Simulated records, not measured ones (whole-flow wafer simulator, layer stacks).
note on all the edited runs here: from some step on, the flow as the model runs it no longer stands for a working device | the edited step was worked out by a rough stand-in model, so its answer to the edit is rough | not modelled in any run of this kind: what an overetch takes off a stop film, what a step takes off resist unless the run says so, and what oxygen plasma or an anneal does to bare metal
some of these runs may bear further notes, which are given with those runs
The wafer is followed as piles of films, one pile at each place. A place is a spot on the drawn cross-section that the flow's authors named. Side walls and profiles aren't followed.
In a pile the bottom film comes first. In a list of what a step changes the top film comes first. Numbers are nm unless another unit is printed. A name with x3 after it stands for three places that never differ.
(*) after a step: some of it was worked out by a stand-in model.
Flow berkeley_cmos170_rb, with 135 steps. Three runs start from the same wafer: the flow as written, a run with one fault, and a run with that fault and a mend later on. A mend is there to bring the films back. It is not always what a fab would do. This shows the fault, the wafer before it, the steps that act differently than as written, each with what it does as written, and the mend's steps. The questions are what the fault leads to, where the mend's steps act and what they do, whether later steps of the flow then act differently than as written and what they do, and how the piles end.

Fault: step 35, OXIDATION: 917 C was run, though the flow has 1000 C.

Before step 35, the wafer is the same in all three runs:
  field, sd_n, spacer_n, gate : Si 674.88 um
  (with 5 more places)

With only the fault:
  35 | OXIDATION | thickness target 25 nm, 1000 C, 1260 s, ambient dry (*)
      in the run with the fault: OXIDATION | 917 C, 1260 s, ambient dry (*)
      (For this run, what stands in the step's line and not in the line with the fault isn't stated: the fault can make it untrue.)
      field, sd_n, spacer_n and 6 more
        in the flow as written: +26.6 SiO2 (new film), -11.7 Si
        in the run with the fault: +11.7 SiO2 (new film), -5.16 Si
  Steps later in the flow that act otherwise than as written (34 more steps, not shown, differ only slightly: by at most 2% or 0.5 nm, whichever is larger):
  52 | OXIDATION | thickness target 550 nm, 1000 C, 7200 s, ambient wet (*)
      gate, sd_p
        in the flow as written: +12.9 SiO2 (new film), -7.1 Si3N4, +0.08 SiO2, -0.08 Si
        in the run with the fault: +12.9 SiO2 (new film), -7.1 Si3N4
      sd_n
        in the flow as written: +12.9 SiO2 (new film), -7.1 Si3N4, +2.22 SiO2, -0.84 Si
        in the run with the fault: +12.9 SiO2 (new film), -7.1 Si3N4
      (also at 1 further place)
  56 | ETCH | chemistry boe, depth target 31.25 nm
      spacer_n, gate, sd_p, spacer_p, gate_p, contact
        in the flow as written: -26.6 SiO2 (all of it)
        in the run with the fault: -11.7 SiO2 (all of it)
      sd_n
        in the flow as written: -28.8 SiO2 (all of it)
        in the run with the fault: -11.7 SiO2 (all of it)
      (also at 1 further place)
  The piles end only slightly different from the flow's at the places that both follow, by no more than 2% or 0.5 nm, whichever is larger.

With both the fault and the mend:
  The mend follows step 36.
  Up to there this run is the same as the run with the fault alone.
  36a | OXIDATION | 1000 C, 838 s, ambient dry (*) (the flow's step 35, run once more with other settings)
      field, sd_n, spacer_n and 6 more
        +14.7 SiO2, -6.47 Si
  Every later step of the flow that is run acts as written, at every place that is followed, to within 2% or 0.5 nm, whichever is larger.
  The piles end only slightly different from the flow's at the places that both follow, by no more than 2% or 0.5 nm, whichever is larger.
